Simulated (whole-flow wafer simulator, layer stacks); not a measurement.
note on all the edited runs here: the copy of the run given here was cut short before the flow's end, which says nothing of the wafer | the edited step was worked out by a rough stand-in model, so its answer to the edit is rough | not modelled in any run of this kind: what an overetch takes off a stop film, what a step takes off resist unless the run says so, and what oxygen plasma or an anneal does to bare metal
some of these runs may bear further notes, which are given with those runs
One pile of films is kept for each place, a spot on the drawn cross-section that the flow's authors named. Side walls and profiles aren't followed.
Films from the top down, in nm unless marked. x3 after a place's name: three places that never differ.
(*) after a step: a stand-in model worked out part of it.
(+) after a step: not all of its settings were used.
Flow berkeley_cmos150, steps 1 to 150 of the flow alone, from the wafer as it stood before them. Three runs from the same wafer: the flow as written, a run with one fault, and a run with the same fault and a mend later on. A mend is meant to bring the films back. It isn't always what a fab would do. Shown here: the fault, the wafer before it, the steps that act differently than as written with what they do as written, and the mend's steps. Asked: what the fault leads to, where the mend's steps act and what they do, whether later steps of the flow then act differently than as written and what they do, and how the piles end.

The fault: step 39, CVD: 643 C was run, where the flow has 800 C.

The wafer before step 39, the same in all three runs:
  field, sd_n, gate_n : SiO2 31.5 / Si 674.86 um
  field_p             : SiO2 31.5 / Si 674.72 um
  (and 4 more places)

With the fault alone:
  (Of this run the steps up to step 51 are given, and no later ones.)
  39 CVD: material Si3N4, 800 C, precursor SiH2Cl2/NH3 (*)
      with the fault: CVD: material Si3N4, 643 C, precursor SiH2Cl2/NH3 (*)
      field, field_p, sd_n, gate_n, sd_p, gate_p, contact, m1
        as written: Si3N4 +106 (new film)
        with the fault: Si3N4 +5.68 (new film)
  Later steps of the flow that act differently than as written:
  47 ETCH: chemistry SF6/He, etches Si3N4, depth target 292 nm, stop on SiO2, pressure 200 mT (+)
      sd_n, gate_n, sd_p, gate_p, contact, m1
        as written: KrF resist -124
        with the fault: KrF resist -14.9
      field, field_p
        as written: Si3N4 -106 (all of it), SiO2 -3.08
        with the fault: Si3N4 -5.68 (all of it), SiO2 -3.08
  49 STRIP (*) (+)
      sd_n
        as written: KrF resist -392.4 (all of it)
        with the fault: KrF resist -501.5 (all of it)
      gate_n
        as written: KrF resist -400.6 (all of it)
        with the fault: KrF resist -509.7 (all of it)
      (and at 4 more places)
  After step 51 the piles differ from the flow's by more than 2% or 0.5 nm, whichever is larger, at sd_n, gate_n, sd_p, gate_p, contact, m1.
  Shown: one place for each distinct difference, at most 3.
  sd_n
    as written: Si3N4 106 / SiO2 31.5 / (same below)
    with the fault: Si3N4 5.68 / SiO2 31.5 / (same below)

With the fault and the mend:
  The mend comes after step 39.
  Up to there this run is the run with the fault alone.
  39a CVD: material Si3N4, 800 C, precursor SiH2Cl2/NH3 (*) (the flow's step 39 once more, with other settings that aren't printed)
      field, field_p, sd_n, gate_n, sd_p, gate_p, contact, m1
        Si3N4 +100.4
  No later step of the flow acts differently than as written, at any place that is followed, by more than 2% or 0.5 nm, whichever is larger.
  At the end the piles are the same as the flow's at every place that both follow.
